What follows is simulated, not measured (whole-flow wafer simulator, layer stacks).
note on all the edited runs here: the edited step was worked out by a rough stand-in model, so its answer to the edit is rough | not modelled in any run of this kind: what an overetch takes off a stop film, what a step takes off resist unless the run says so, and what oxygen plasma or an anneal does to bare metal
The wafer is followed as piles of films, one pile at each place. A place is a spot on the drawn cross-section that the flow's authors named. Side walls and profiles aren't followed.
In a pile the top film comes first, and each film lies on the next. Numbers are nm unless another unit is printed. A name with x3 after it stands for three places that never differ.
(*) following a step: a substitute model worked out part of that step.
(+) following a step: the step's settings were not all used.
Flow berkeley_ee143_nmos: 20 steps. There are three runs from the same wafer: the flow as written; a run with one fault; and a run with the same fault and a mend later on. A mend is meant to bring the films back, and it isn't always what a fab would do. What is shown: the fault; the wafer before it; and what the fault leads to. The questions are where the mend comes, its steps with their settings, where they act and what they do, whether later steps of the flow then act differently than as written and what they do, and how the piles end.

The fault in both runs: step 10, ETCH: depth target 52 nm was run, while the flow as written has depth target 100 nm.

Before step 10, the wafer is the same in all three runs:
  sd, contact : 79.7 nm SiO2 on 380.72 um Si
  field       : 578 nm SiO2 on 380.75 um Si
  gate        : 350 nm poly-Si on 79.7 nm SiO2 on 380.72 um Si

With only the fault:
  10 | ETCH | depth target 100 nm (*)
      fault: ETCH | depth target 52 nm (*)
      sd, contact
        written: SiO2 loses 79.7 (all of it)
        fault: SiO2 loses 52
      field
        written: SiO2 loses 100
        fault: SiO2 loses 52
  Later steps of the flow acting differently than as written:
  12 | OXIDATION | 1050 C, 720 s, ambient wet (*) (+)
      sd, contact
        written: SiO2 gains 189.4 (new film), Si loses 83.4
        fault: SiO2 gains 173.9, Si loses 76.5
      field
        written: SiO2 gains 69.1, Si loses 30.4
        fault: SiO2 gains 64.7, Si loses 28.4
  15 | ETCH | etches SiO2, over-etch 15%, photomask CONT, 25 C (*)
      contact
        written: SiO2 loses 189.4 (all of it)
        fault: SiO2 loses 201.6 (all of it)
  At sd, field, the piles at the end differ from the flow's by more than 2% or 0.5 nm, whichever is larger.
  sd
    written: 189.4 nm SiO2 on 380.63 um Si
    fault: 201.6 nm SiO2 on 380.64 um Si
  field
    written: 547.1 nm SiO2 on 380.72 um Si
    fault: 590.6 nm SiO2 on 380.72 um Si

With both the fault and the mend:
  After step 10 comes the mend.
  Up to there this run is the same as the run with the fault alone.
  10a | ETCH | depth target 48 nm (*) (the flow's step 10 again, with other settings)
      sd, contact
        SiO2 loses 27.7 (all of it)
      field
        SiO2 loses 48
  Later steps of the flow that are run all act as written at every place that is followed.
  The piles end the same as the flow's at every place that both follow.
